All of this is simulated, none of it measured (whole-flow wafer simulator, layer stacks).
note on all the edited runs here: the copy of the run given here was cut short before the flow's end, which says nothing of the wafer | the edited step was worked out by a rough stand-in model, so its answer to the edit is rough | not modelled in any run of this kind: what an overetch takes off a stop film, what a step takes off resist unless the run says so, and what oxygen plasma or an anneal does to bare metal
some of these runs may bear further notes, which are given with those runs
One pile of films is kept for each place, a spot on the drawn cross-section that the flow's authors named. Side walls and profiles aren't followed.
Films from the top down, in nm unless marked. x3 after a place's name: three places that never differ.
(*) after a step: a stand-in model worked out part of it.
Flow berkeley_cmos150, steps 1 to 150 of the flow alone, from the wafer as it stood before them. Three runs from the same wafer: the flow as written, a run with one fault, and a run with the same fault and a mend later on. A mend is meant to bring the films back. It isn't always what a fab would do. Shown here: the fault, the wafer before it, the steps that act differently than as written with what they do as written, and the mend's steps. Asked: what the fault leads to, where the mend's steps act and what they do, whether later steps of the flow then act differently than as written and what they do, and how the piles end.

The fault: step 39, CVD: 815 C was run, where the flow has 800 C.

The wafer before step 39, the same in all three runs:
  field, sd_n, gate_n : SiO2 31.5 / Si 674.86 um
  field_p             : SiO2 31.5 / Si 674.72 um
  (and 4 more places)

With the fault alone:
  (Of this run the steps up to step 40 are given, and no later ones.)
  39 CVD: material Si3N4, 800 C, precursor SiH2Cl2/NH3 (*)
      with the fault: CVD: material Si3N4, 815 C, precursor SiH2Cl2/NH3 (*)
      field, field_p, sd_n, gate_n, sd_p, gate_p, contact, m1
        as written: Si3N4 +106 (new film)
        with the fault: Si3N4 +122.3 (new film)
  No later step of the flow up to step 40 acts differently than as written at any place that is followed.
  After step 40 the piles differ from the flow's by more than 2% or 0.5 nm, whichever is larger, at field, field_p, sd_n, gate_n, sd_p, gate_p, contact, m1.
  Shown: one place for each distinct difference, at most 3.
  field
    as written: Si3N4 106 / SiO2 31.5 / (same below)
    with the fault: Si3N4 122.3 / SiO2 31.5 / (same below)

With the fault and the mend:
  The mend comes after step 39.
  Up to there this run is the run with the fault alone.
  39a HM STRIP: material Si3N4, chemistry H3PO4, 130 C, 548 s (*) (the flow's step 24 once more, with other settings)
      field, field_p, sd_n, gate_n, sd_p, gate_p, contact, m1
        Si3N4 -16.3
  No later step of the flow acts differently than as written at any place that is followed.
  At the end the piles are the same as the flow's at every place that both follow.
